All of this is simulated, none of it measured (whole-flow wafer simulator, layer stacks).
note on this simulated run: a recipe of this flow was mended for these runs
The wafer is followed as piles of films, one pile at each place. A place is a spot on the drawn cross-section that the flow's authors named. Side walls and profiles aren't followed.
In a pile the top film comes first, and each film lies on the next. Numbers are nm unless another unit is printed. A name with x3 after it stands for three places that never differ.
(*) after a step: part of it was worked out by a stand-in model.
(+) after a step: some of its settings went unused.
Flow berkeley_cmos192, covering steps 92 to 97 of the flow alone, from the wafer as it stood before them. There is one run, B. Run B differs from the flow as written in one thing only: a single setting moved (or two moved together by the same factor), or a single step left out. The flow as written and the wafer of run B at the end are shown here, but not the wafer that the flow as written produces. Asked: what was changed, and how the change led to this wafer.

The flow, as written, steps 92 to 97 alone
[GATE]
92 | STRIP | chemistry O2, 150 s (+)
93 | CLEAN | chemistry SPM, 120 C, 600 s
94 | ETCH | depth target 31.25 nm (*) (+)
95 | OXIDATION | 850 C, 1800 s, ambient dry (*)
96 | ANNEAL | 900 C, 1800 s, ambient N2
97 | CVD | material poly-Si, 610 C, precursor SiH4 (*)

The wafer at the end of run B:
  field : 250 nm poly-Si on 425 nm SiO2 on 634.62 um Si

What caused this: step 94, ETCH: depth target 21.9 nm was run, though the flow has depth target 31.25 nm.

The path from the change to this, step by step:
  94 | ETCH | depth target 31.25 nm (*) (+)
      field: SiO2 loses 21.9 (it would be, as written: SiO2 loses 31.2)
